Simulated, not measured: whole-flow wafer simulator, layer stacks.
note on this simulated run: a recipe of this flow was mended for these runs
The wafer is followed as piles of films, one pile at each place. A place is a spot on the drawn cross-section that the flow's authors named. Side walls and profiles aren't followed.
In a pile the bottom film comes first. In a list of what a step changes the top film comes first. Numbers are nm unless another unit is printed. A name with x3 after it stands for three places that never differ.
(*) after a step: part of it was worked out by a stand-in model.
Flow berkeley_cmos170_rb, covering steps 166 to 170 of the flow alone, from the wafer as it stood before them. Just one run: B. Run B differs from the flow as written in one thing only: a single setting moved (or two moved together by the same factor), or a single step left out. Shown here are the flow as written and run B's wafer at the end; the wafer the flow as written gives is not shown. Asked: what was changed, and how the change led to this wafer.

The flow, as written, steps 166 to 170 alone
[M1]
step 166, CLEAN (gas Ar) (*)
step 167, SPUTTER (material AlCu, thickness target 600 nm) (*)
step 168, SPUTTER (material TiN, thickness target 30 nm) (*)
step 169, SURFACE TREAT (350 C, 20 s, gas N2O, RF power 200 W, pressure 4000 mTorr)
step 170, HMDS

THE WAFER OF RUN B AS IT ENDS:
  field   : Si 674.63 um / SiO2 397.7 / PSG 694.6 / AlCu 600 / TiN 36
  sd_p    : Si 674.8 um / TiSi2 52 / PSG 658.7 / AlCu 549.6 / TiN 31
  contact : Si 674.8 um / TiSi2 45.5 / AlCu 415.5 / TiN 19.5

The reason: step 168, SPUTTER: thickness target 36 nm was run, whereas the flow has thickness target 30 nm.
The wafer lets one read it off: field has TiN 36, and step 168 as written asks for 30 nm.

How this came from the change, step by step:
  step 168, SPUTTER (material TiN, thickness target 30 nm) (*)
      field, sd_n, spacer_n, gate, spacer_p, gate_p, m1: +36 TiN (new film) (in the flow as written it would be: +30 TiN (new film))
      sd_p: +31 TiN (new film) (in the flow as written it would be: +25.8 TiN (new film))
      (also at 1 further place)
